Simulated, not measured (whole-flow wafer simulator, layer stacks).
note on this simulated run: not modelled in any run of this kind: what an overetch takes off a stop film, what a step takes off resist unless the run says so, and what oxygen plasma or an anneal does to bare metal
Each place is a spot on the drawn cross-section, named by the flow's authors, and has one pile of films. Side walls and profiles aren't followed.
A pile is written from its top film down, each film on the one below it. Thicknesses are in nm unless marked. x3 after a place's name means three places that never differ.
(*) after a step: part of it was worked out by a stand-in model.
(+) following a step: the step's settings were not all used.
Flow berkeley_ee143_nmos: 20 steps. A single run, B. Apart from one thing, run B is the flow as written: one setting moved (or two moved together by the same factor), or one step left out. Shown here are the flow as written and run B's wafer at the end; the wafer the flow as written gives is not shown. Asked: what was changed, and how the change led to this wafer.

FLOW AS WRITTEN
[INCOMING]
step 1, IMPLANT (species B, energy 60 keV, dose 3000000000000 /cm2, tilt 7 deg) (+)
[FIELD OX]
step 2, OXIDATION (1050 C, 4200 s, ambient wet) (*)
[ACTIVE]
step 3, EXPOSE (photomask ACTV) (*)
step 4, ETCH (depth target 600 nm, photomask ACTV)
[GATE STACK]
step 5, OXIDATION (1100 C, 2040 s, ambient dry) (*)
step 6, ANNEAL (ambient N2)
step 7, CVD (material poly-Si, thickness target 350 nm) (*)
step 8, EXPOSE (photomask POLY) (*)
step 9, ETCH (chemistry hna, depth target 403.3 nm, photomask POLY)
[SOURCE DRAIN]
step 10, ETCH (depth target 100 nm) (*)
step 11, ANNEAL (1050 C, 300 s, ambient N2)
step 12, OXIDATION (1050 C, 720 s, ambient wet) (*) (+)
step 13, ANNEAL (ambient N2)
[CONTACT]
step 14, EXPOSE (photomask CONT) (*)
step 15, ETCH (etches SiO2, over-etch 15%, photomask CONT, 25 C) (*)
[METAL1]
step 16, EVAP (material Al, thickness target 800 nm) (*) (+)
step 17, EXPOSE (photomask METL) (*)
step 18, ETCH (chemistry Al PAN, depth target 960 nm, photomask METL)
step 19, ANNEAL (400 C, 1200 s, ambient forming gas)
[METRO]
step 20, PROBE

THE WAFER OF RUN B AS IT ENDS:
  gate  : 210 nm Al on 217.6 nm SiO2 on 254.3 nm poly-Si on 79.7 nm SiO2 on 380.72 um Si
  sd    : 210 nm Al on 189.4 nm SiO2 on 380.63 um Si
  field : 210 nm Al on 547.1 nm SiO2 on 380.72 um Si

Cause: step 18, ETCH: depth target 590 nm was run, whereas the flow has depth target 960 nm.

Step by step, how the change led to this:
  step 18, ETCH (chemistry Al PAN, depth target 960 nm, photomask METL)
      gate, sd, field: Al loses 590 (as written it would have been: Al loses 800 (all of it))
Taking metal films that touch as one body, gate has 1 body; the flow as written gives 0 bodies.
Taking metal films that touch as one body, sd has 1 body; the flow as written gives 0 bodies.
Taking metal films that touch as one body, field has 1 body; the flow as written gives 0 bodies.
